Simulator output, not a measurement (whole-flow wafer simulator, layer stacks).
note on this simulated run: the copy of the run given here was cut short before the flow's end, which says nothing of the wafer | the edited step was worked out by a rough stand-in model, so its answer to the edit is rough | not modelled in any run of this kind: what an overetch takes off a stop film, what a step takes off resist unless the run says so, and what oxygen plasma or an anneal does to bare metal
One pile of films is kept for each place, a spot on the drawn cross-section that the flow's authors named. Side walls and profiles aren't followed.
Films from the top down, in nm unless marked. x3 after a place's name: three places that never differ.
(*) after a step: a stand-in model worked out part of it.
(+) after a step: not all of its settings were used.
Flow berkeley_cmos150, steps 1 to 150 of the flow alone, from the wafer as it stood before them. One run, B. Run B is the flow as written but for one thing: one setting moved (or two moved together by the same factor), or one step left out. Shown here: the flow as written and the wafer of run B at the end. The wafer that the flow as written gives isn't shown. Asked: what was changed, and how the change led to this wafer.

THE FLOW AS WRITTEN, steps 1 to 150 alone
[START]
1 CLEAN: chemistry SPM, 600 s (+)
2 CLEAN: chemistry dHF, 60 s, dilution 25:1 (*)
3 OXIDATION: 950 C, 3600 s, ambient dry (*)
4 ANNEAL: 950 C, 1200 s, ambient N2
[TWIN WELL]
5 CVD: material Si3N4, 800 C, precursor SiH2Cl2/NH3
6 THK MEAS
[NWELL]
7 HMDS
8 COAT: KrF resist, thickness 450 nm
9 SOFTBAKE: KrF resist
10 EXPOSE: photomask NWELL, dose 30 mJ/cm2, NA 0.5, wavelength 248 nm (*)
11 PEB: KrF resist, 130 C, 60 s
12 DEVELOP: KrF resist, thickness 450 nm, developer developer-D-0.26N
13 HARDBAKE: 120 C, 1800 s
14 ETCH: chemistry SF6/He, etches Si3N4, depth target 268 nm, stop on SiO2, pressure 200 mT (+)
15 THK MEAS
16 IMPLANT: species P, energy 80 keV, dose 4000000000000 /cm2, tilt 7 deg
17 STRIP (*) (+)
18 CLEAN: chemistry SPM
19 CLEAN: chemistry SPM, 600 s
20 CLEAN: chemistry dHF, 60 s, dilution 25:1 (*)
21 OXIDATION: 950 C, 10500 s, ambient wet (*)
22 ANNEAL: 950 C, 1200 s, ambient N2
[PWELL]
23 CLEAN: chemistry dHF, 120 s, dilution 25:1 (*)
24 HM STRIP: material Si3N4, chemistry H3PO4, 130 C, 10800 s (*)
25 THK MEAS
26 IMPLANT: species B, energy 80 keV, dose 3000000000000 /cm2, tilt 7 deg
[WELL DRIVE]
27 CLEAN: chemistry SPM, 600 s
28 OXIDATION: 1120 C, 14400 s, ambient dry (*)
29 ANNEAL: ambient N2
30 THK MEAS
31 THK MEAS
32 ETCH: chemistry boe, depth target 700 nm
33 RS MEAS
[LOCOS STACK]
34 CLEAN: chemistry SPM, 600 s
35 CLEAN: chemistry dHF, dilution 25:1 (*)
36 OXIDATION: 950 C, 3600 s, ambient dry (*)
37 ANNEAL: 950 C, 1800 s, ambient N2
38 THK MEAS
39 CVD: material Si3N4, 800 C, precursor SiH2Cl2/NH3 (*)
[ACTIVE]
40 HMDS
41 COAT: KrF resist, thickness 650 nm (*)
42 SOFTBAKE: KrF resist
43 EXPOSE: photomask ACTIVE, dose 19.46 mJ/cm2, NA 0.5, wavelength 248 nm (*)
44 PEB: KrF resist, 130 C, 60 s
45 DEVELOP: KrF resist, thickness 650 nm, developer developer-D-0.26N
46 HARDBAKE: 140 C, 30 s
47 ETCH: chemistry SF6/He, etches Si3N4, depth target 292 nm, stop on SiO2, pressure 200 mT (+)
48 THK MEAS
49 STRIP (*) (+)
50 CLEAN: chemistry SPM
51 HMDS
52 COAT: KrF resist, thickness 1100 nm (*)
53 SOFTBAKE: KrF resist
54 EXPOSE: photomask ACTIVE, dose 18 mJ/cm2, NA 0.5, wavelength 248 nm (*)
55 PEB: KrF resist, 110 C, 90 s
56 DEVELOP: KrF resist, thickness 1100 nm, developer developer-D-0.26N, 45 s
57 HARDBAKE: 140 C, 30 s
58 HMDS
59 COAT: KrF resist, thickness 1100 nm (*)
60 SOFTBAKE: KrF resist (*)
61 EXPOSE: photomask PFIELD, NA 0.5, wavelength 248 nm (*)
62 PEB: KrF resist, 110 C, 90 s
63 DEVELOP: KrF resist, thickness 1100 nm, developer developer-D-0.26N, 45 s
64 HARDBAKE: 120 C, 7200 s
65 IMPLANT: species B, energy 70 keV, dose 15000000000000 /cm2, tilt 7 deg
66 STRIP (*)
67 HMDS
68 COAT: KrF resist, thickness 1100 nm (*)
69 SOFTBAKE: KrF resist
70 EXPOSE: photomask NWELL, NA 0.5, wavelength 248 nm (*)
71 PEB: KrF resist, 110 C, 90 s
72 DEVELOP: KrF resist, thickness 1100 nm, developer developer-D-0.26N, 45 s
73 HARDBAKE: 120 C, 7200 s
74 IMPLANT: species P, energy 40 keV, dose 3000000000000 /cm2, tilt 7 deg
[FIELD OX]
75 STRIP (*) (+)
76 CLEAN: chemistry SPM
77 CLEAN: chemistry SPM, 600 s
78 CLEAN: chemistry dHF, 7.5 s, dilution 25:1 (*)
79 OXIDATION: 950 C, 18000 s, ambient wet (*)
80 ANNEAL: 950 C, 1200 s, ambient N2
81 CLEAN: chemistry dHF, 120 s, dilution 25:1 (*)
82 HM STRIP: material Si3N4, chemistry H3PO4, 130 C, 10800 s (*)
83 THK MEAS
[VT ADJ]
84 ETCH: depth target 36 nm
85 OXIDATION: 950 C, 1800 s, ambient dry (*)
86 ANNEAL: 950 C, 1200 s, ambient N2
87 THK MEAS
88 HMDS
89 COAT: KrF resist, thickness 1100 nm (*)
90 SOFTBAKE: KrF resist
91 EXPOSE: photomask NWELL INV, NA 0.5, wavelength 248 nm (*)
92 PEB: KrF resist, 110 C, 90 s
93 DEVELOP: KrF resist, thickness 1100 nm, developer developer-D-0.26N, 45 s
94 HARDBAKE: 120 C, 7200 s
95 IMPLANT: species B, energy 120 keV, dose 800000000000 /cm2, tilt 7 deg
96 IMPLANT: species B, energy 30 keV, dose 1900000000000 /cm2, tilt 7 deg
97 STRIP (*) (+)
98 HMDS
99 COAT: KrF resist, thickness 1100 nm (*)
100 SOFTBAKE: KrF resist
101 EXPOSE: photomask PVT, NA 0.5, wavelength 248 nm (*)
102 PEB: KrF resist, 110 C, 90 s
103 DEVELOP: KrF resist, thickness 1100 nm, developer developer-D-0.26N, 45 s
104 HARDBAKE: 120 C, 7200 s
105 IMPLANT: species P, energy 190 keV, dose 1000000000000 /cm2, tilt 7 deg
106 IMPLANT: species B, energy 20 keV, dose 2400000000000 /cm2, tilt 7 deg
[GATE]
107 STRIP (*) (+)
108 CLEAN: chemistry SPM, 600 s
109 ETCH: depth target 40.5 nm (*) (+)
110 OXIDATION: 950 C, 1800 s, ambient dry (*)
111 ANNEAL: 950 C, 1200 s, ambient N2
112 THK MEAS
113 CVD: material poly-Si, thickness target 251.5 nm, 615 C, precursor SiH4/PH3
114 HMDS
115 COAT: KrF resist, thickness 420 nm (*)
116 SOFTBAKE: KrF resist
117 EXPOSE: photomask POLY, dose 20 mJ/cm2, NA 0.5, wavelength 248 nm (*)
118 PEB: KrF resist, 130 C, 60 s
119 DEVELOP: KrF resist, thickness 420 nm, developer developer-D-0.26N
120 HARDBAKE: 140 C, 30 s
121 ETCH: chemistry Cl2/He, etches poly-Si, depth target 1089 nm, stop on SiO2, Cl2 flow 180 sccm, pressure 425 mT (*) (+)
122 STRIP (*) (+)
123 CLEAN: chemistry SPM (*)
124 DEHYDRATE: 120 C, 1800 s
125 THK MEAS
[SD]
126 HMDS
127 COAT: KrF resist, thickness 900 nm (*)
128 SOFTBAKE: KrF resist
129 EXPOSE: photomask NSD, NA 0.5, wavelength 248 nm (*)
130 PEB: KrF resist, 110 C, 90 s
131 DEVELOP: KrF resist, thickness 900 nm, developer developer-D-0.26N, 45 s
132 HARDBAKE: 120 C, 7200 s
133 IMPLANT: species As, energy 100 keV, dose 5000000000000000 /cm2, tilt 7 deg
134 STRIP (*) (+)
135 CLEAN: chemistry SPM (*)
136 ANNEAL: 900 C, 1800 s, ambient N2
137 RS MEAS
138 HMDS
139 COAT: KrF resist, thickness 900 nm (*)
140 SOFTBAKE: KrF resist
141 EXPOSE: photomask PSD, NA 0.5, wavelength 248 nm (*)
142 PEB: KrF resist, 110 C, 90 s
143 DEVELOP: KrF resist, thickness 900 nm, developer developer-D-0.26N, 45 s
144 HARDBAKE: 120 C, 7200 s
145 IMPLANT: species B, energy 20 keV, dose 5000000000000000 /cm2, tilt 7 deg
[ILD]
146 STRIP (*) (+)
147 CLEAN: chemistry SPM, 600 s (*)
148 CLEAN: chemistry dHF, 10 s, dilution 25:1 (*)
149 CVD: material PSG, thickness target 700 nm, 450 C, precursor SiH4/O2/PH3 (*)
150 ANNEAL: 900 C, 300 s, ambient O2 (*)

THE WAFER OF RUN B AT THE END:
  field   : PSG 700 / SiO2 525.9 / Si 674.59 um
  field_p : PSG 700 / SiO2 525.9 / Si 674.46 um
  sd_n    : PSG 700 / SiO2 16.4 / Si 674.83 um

The cause: step 109, ETCH: depth target 37.14 nm was run, where the flow has depth target 40.5 nm.

How the change led to this, step by step:
  109 ETCH: depth target 40.5 nm (*) (+)
      sd_n: SiO2 -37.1 (as written it would be: SiO2 -40.4 (all of it))
      field, field_p: SiO2 -37.1 (as written it would be: SiO2 -40.5)
  110 OXIDATION: 950 C, 1800 s, ambient dry (*)
      sd_n: SiO2 +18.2, Si -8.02 (as written it would be: SiO2 +20.4 (new film), Si -8.98)
